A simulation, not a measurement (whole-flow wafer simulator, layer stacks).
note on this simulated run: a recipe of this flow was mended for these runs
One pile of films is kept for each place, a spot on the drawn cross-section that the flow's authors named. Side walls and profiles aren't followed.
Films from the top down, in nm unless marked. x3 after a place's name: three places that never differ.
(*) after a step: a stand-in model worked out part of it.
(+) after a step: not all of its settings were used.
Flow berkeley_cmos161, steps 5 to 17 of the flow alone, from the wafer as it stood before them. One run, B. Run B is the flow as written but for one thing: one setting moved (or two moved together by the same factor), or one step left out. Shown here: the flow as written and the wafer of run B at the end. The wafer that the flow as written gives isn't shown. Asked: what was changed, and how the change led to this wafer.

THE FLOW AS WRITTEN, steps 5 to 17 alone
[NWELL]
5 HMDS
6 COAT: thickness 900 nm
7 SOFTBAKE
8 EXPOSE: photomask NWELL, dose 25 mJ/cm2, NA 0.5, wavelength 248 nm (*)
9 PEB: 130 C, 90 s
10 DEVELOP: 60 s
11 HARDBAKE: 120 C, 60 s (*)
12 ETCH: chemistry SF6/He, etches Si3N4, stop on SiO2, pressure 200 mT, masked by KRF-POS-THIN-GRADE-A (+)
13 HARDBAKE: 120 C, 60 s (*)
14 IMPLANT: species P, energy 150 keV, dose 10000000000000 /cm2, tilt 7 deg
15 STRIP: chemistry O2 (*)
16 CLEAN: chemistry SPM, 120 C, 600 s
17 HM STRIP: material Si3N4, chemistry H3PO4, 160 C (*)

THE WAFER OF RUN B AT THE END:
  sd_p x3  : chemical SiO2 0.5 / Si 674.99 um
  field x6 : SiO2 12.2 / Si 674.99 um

The cause: step 17, HM STRIP: 171 C was run, where the flow has 160 C.

How the change led to this, step by step:
  17 HM STRIP: material Si3N4, chemistry H3PO4, 160 C (*)
      sd_p x3: chemical SiO2 +0.5 (new film), SiO2 -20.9 (all of it), Si -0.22 (as written it would be: SiO2 -11.6)
      field x6: Si3N4 -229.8 (all of it), SiO2 -14.5 (as written it would be: Si3N4 -229.8 (all of it), SiO2 -4.31)
